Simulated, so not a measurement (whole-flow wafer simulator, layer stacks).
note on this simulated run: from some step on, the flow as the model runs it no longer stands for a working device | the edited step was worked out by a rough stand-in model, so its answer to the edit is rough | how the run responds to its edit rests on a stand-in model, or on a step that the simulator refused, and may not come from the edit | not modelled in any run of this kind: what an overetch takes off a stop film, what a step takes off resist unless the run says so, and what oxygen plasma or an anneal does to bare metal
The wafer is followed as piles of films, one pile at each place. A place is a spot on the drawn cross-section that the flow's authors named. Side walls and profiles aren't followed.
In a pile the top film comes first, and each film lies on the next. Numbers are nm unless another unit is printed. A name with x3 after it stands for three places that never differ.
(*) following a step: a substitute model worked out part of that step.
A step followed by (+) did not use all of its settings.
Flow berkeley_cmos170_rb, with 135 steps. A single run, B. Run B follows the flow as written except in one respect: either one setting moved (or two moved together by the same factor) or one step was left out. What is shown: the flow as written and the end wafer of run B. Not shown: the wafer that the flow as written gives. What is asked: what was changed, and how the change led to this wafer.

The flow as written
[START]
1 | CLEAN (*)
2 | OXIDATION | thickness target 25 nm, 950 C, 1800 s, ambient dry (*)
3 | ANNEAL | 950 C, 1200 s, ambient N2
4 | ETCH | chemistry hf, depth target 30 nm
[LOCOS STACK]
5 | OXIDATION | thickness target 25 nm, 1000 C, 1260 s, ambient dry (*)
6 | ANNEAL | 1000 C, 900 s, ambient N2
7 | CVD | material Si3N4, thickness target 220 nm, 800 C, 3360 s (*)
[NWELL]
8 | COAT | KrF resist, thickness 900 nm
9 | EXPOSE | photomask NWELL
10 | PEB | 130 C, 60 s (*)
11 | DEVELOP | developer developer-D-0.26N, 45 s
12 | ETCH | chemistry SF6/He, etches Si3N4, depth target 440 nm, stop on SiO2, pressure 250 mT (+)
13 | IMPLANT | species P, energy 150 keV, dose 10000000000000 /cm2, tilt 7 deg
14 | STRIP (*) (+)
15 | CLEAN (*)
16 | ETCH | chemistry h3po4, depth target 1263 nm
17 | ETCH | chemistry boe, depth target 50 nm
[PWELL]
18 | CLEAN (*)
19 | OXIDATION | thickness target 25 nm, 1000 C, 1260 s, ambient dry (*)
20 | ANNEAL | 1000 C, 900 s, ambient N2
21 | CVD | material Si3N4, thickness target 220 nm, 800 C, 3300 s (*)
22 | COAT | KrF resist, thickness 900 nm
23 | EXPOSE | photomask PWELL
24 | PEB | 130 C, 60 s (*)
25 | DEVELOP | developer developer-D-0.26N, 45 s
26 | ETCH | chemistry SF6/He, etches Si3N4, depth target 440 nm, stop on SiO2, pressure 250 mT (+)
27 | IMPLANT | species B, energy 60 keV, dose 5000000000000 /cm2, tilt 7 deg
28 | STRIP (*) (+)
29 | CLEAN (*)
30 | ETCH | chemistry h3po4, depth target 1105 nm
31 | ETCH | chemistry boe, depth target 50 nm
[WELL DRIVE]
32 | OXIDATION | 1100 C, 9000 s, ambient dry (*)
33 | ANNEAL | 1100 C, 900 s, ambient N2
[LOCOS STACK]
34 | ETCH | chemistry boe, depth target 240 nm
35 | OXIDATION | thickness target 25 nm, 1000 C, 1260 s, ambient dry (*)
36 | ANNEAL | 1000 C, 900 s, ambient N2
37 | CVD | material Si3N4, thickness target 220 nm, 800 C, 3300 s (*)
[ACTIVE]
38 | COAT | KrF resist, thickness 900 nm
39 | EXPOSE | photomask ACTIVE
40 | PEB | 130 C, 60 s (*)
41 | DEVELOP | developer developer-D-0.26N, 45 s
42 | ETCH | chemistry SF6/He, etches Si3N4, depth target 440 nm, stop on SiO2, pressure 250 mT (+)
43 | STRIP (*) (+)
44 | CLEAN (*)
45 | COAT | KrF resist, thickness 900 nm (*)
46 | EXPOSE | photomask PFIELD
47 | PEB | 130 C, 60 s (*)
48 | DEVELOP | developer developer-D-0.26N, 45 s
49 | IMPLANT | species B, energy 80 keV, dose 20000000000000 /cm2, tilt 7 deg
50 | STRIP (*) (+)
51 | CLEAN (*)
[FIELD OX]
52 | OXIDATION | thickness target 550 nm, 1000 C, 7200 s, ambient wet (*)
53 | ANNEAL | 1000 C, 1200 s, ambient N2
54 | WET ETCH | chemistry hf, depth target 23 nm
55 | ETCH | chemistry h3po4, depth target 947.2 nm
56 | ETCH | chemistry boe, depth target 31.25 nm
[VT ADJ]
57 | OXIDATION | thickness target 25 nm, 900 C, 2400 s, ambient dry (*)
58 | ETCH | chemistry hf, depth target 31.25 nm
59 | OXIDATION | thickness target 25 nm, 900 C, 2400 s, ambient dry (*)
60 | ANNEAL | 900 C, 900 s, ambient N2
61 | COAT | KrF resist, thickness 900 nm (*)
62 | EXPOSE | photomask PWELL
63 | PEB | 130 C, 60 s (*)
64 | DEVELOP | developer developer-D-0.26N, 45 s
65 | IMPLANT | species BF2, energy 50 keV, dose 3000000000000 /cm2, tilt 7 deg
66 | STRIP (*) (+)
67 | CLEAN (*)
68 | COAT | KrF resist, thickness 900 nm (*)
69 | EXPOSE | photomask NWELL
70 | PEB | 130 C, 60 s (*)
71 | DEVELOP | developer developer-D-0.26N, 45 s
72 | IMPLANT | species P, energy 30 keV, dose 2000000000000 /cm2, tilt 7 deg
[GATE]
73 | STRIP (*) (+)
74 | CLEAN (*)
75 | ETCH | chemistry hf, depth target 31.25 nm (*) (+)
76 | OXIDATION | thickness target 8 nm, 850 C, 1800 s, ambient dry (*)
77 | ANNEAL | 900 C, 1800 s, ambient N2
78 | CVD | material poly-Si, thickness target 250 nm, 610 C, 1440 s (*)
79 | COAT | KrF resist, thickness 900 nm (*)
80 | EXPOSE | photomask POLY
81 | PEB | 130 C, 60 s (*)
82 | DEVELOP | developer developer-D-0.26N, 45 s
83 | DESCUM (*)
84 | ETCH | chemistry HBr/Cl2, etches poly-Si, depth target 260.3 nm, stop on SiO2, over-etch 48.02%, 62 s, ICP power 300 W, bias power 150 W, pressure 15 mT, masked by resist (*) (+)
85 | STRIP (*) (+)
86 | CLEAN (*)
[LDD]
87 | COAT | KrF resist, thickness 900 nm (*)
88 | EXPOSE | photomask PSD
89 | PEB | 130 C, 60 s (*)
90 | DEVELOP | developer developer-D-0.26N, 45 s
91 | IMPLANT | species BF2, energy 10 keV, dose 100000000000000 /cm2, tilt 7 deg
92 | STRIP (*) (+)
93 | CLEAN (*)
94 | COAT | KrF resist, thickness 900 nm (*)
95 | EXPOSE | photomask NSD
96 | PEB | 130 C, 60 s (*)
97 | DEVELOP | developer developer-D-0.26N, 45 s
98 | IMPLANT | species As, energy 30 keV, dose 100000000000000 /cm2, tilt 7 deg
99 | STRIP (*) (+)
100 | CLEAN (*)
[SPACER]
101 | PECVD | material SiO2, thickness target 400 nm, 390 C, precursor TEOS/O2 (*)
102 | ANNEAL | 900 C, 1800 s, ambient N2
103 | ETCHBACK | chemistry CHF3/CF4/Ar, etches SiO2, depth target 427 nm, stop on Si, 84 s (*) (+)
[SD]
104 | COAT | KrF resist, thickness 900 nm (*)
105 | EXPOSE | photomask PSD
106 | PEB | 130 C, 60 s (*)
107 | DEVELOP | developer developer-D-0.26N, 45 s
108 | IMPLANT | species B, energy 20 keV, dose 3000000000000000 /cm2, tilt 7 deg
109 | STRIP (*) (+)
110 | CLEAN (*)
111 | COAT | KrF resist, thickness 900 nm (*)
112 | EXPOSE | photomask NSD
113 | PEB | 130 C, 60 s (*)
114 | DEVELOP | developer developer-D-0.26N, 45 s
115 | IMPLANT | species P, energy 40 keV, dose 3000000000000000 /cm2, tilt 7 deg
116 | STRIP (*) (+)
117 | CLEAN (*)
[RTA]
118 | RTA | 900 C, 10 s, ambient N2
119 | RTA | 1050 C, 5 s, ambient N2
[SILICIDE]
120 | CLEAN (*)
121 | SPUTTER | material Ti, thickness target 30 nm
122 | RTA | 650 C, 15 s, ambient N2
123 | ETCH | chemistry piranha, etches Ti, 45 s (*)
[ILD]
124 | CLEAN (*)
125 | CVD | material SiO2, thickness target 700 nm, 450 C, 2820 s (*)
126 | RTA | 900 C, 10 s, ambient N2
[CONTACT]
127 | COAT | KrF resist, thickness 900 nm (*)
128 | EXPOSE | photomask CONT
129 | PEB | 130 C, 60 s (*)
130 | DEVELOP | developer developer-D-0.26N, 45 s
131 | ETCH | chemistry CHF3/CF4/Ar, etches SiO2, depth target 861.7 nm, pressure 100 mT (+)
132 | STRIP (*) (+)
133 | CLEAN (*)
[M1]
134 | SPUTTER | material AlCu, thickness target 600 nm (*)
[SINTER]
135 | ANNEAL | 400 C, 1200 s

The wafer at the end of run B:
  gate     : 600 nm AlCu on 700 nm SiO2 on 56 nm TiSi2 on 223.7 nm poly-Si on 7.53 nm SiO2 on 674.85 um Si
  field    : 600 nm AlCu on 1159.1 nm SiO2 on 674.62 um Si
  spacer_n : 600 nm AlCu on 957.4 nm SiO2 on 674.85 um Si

What caused this: step 78, CVD: thickness target 277 nm was run, though the flow has thickness target 250 nm; step 78, CVD: 1597 s was run, where the flow has 1440 s.

Step by step, how the change led to this:
  78 | CVD | material poly-Si, thickness target 250 nm, 610 C, 1440 s (*)
      field, sd_n, spacer_n and 6 more: +277 poly-Si (new film) (in the flow as written it would be: +250 poly-Si (new film))
  84 | ETCH | chemistry HBr/Cl2, etches poly-Si, depth target 260.3 nm, stop on SiO2, over-etch 48.02%, 62 s, ICP power 300 W, bias power 150 W, pressure 15 mT, masked by resist (*) (+)
      field, sd_n, spacer_n, sd_p, spacer_p, contact, m1: -277 poly-Si (all of it), -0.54 SiO2 (in the flow as written it would be: -250 poly-Si (all of it), -1.42 SiO2)
  87 | COAT | KrF resist, thickness 900 nm (*)
      gate: +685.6 KrF resist (new film) (in the flow as written it would be: +706 KrF resist (new film))
      gate_p: +686.1 KrF resist (new film) (in the flow as written it would be: +706.3 KrF resist (new film))
  90 | DEVELOP | developer developer-D-0.26N, 45 s
      gate_p: -686.1 KrF resist (all of it) (in the flow as written it would be: -706.3 KrF resist (all of it))
  92 | STRIP (*) (+)
      gate: -671.4 KrF resist (all of it) (in the flow as written it would be: -691.8 KrF resist (all of it))
  94 | COAT | KrF resist, thickness 900 nm (*)
      gate: +685.6 KrF resist (new film) (in the flow as written it would be: +706 KrF resist (new film))
      gate_p: +686.1 KrF resist (new film) (in the flow as written it would be: +706.3 KrF resist (new film))
  97 | DEVELOP | developer developer-D-0.26N, 45 s
      gate: -685.6 KrF resist (all of it) (in the flow as written it would be: -706 KrF resist (all of it))
  99 | STRIP (*) (+)
      gate_p: -671.9 KrF resist (all of it) (in the flow as written it would be: -692.1 KrF resist (all of it))
  103 | ETCHBACK | chemistry CHF3/CF4/Ar, etches SiO2, depth target 427 nm, stop on Si, 84 s (*) (+)
      spacer_n: -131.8 SiO2 (in the flow as written it would be: -157.9 SiO2)
      spacer_p: -131.7 SiO2 (in the flow as written it would be: -157.9 SiO2)
  104 | COAT | KrF resist, thickness 900 nm (*)
      spacer_n: +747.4 KrF resist (new film) (in the flow as written it would be: +766.3 KrF resist (new film))
      gate: +723.6 KrF resist (new film) (in the flow as written it would be: +742.1 KrF resist (new film))
      (also at 2 further places)
  107 | DEVELOP | developer developer-D-0.26N, 45 s
      spacer_p: -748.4 KrF resist (all of it) (in the flow as written it would be: -767.7 KrF resist (all of it))
      gate_p: -724.4 KrF resist (all of it) (in the flow as written it would be: -743.2 KrF resist (all of it))
  109 | STRIP (*) (+)
      spacer_n: -733.2 KrF resist (all of it) (in the flow as written it would be: -752.1 KrF resist (all of it))
      gate: -709.4 KrF resist (all of it) (in the flow as written it would be: -727.9 KrF resist (all of it))
  111 | COAT | KrF resist, thickness 900 nm (*)
      spacer_n: +747.4 KrF resist (new film) (in the flow as written it would be: +766.3 KrF resist (new film))
      gate: +723.6 KrF resist (new film) (in the flow as written it would be: +742.1 KrF resist (new film))
      (also at 2 further places)
  114 | DEVELOP | developer developer-D-0.26N, 45 s
      spacer_n: -747.4 KrF resist (all of it) (in the flow as written it would be: -766.3 KrF resist (all of it))
      gate: -723.6 KrF resist (all of it) (in the flow as written it would be: -742.1 KrF resist (all of it))
  116 | STRIP (*) (+)
      spacer_p: -734.2 KrF resist (all of it) (in the flow as written it would be: -753.5 KrF resist (all of it))
      gate_p: -710.2 KrF resist (all of it) (in the flow as written it would be: -729 KrF resist (all of it))
  132 | STRIP (*) (+)
      spacer_n: -577.6 KrF resist (all of it) (in the flow as written it would be: -590.2 KrF resist (all of it))
      spacer_p: -580.8 KrF resist (all of it) (in the flow as written it would be: -592.9 KrF resist (all of it))
